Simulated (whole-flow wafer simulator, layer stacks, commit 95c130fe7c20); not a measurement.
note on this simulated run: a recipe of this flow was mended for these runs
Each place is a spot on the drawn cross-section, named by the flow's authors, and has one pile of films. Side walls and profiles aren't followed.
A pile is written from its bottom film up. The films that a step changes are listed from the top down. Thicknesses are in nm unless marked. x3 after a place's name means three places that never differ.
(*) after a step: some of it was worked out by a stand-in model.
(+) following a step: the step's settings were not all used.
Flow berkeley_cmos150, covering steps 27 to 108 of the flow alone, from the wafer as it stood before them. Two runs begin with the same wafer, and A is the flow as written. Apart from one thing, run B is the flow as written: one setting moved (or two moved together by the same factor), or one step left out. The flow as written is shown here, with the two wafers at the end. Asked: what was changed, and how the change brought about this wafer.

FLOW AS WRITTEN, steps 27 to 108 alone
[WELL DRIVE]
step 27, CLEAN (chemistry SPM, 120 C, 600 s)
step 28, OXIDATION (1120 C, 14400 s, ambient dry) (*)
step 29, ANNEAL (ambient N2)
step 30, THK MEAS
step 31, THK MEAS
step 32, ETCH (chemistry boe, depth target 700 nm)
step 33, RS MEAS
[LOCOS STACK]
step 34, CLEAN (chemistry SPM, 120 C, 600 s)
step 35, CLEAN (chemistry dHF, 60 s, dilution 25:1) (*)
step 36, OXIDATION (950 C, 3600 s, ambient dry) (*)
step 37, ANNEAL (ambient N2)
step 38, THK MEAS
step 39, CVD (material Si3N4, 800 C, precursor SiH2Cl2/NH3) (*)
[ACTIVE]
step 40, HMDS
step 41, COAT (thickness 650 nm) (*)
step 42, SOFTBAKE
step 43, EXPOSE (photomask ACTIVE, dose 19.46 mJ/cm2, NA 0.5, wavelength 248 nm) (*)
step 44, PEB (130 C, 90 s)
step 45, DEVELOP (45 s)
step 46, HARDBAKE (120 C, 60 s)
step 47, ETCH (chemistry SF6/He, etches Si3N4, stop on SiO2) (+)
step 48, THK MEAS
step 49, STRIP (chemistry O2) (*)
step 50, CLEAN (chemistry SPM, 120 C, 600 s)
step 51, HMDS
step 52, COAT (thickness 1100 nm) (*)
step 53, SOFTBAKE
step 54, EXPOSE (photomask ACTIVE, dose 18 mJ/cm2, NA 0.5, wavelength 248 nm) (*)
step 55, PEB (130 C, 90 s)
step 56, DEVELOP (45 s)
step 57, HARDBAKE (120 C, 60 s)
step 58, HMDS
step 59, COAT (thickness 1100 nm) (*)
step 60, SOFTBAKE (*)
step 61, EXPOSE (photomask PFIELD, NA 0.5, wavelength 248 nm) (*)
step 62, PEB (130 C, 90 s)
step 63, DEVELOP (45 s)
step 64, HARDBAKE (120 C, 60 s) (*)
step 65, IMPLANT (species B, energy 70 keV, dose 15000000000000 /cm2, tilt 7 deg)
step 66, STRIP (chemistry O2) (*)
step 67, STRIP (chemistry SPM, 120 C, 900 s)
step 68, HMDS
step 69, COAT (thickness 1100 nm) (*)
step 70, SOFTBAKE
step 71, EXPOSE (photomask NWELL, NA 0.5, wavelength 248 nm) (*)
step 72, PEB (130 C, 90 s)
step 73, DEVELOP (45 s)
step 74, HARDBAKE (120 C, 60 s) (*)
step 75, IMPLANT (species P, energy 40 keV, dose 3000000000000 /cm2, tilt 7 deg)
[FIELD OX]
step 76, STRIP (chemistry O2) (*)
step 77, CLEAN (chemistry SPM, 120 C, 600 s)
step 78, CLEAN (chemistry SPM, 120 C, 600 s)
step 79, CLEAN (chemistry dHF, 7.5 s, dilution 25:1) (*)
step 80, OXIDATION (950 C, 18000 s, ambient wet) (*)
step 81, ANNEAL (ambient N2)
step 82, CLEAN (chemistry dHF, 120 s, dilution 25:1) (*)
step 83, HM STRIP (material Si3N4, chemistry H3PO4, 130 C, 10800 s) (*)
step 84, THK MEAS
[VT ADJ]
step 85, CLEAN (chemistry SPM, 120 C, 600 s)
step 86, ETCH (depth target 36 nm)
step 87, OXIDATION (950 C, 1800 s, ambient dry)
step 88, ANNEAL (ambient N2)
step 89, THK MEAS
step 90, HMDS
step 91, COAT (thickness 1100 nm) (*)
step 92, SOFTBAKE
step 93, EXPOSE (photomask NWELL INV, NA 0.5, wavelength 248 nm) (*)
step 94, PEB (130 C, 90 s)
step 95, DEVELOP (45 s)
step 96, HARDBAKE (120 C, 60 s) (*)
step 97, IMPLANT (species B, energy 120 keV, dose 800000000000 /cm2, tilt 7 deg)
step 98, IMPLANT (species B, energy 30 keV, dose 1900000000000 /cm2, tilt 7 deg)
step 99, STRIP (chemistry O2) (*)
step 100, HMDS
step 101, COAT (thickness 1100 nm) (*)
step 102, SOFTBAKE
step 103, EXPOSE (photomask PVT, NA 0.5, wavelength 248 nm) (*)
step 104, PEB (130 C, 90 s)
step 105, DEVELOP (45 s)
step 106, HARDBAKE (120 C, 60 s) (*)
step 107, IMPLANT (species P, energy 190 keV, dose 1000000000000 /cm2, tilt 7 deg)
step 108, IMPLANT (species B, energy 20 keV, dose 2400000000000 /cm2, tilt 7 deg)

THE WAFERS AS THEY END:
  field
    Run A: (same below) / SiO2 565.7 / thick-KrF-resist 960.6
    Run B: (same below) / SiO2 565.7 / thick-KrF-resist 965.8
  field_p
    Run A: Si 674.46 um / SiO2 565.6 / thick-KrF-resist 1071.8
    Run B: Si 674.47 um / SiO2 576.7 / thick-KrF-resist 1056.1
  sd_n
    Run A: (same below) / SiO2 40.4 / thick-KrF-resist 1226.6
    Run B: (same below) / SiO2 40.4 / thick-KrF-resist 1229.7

Cause: step 32, ETCH: depth target 503 nm was run, though the flow has depth target 700 nm.

The path from the change to this, step by step:
  step 32, ETCH (chemistry boe, depth target 700 nm)
      field_p, sd_p, gate_p: A SiO2 loses 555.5 (all of it) | B SiO2 loses 503
  step 34, CLEAN (chemistry SPM, 120 C, 600 s)
      field_p, sd_p, gate_p: A chemical SiO2 gains 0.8 (new film), Si loses 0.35 | B nothing
  step 35, CLEAN (chemistry dHF, 60 s, dilution 25:1) (*)
      field_p, sd_p, gate_p: A chemical SiO2 loses 0.8 (all of it) | B SiO2 loses 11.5
  step 36, OXIDATION (950 C, 3600 s, ambient dry) (*)
      field_p, sd_p, gate_p: A SiO2 gains 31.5 (new film), Si loses 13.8 | B SiO2 gains 17.9, Si loses 7.86
  step 41, COAT (thickness 650 nm) (*)
      field: A KrF-resist gains 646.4 (new film) | B KrF-resist gains 624.8 (new film)
      field_p: A KrF-resist gains 715.2 (new film) | B KrF-resist gains 698.8 (new film)
  step 45, DEVELOP (45 s)
      field: A KrF-resist loses 645 (all of it) | B KrF-resist loses 623.4 (all of it)
      field_p: A KrF-resist loses 713.6 (all of it) | B KrF-resist loses 697.2 (all of it)
  step 49, STRIP (chemistry O2) (*)
      sd_p: A KrF-resist loses 452.2 (all of it) | B KrF-resist loses 442.9 (all of it)
  step 80, OXIDATION (950 C, 18000 s, ambient wet) (*)
      gate_p: A SiO2 gains 10.3 (new film), Si3N4 loses 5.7 | B SiO2 gains 10.3 (new film), Si3N4 loses 5.7, SiO2 gains 0.36, Si loses 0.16
      field_p: A SiO2 gains 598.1, Si loses 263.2 | B SiO2 gains 581.8, Si loses 256
  step 86, ETCH (depth target 36 nm)
      sd_p, gate_p: A SiO2 loses 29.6 (all of it) | B SiO2 loses 36
  step 87, OXIDATION (950 C, 1800 s, ambient dry)
      sd_p: A SiO2 gains 20.4 (new film), Si loses 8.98 | B SiO2 gains 10.9, Si loses 4.81
      gate_p: A SiO2 gains 20.4 (new film), Si loses 8.98 | B SiO2 gains 10.9, Si loses 4.78
